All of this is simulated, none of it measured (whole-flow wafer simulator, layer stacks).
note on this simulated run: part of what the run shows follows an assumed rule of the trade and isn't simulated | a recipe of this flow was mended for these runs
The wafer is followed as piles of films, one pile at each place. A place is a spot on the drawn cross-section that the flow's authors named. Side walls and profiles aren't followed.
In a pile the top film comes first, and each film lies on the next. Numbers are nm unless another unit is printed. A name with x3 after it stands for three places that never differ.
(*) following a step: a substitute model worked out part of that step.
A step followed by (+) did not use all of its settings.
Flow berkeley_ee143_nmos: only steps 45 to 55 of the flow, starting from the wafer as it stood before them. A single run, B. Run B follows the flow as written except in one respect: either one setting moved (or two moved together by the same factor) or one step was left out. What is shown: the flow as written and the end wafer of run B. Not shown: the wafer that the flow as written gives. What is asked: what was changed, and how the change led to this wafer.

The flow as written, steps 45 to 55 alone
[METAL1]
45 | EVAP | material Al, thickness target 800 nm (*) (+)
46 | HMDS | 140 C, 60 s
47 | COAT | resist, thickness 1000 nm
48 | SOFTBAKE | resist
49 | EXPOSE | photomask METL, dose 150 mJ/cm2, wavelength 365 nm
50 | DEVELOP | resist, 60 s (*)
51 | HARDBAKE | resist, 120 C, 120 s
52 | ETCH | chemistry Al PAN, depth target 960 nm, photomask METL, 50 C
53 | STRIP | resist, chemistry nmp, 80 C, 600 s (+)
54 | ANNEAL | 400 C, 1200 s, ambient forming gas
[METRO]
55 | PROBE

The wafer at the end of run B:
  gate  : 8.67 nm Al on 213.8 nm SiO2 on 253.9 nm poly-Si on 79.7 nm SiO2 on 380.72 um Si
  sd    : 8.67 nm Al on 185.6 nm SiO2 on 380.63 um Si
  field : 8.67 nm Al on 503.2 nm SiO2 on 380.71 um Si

What caused this: step 52, ETCH: depth target 778 nm was run, while the flow as written has depth target 960 nm.

Step by step, how the change led to this:
  52 | ETCH | chemistry Al PAN, depth target 960 nm, photomask METL, 50 C
      gate, sd, field: Al loses 778 (in the flow as written it would be: Al loses 786.7 (all of it))
If metal films that touch count as one body, gate has 1 body; the flow as written gives 0 bodies.
If metal films that touch count as one body, sd has 1 body; the flow as written gives 0 bodies.
If metal films that touch count as one body, field has 1 body; the flow as written gives 0 bodies.
